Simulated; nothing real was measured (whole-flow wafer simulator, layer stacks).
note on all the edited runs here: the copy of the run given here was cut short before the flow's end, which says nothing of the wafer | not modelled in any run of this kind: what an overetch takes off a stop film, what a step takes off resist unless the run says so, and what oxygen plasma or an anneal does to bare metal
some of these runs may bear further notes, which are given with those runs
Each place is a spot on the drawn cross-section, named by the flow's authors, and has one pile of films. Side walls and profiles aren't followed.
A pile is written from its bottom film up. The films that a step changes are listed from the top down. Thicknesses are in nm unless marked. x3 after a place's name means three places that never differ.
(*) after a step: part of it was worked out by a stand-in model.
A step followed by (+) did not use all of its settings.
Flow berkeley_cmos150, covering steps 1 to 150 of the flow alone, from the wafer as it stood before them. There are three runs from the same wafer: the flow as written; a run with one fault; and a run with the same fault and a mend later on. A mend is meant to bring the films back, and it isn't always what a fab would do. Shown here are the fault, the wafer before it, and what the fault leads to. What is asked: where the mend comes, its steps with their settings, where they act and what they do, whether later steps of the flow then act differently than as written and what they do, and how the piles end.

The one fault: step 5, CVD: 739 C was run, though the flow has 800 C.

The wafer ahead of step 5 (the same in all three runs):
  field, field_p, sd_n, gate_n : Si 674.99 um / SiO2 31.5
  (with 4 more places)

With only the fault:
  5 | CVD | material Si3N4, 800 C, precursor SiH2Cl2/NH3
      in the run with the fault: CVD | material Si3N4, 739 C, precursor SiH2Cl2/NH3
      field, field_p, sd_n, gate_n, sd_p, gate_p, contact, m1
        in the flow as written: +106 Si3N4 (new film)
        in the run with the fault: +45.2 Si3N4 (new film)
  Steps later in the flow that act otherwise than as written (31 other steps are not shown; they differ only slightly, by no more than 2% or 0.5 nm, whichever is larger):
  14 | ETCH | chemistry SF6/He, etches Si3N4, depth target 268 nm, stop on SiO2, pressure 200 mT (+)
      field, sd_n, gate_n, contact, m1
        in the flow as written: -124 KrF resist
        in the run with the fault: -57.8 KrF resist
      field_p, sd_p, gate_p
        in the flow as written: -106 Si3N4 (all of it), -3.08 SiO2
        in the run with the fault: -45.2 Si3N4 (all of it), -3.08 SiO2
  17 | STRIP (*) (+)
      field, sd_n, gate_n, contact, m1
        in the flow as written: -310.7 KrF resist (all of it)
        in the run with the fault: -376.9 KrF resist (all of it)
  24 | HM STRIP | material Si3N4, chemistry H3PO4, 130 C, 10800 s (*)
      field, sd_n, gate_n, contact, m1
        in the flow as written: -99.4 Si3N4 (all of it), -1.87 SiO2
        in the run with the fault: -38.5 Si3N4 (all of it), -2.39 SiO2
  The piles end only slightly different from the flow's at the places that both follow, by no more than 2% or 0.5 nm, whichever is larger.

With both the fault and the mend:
  The mend follows step 13.
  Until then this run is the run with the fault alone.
  13a | STRIP (*) (+)
      field, sd_n, gate_n, contact, m1
        -434.7 KrF resist (all of it)
  13b | CLEAN | chemistry SPM, 600 s (a further turn of the flow's step 1)
      leaves every film unchanged at each place that is followed
  13c | CVD | material Si3N4, 800 C, precursor SiH2Cl2/NH3 (a further turn of the flow's step 5; the settings that differ are not printed)
      field, field_p, sd_n, gate_n, sd_p, gate_p, contact, m1
        +60.9 Si3N4
  13d | HMDS (a further turn of the flow's step 7)
      leaves every film unchanged at each place that is followed
  13e | COAT | KrF resist, thickness 450 nm (a further turn of the flow's step 8)
      field, field_p, sd_n, gate_n, sd_p, gate_p, contact, m1
        +450 KrF resist (new film)
  13f | SOFTBAKE | KrF resist (a further turn of the flow's step 9)
      leaves every film unchanged at each place that is followed
  13g | EXPOSE | photomask NWELL, dose 30 mJ/cm2, NA 0.5, wavelength 248 nm (*) (a further turn of the flow's step 10)
      leaves every film unchanged at each place that is followed
  13h | PEB | KrF resist, 130 C, 60 s (a further turn of the flow's step 11)
      field, field_p, sd_n, gate_n, sd_p, gate_p, contact, m1
        -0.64 KrF resist
  13i | DEVELOP | KrF resist, thickness 450 nm, developer developer-D-0.26N (a further turn of the flow's step 12)
      field, sd_n, gate_n, contact, m1
        -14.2 KrF resist
      field_p, sd_p, gate_p
        -449.4 KrF resist (all of it)
  13j | HARDBAKE | 120 C, 1800 s (a further turn of the flow's step 13)
      field, sd_n, gate_n, contact, m1
        -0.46 KrF resist
  Every later step of the flow that is run acts as written at every place that is followed.
  At every place that both follow, the piles at the end match the flow's.
